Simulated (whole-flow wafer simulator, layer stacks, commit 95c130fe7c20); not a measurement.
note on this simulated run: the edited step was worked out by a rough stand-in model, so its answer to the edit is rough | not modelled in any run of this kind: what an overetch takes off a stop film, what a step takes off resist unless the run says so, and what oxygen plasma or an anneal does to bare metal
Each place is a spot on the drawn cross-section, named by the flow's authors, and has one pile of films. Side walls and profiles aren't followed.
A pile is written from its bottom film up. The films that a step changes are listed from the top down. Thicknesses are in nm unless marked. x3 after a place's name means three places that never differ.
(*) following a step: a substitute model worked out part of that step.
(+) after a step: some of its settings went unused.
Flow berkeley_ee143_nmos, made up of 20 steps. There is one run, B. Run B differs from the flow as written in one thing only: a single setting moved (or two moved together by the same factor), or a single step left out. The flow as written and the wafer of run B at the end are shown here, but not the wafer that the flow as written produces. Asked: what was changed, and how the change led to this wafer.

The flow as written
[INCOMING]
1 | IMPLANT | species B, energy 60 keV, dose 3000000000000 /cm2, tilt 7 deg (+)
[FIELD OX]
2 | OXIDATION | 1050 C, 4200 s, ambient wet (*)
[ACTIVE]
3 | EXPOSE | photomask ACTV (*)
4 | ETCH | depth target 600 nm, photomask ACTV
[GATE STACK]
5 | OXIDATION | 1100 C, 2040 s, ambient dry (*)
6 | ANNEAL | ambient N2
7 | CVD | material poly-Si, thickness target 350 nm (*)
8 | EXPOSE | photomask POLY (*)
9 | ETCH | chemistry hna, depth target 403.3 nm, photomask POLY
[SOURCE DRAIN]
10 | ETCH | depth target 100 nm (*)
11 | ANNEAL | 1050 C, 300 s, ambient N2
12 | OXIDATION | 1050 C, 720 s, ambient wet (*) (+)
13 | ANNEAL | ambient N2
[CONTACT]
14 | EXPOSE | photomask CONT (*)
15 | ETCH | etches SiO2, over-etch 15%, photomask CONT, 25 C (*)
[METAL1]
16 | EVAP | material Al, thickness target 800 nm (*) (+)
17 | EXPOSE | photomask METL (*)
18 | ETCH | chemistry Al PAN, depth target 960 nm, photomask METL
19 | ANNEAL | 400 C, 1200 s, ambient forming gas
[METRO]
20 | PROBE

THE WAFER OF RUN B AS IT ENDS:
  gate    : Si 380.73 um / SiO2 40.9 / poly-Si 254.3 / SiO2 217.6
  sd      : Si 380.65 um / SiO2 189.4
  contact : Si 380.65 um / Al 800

Cause: step 5, OXIDATION: 1018 C was run, though the flow has 1100 C.

Step by step, how the change led to this:
  5 | OXIDATION | 1100 C, 2040 s, ambient dry (*)
      gate, sd, contact: +40.9 SiO2 (new film), -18 Si (as written it would have been: +79.7 SiO2 (new film), -35.1 Si)
      field: +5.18 SiO2, -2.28 Si (as written it would have been: +11.6 SiO2, -5.1 Si)
  10 | ETCH | depth target 100 nm (*)
      sd, contact: -40.9 SiO2 (all of it) (as written it would have been: -79.7 SiO2 (all of it))
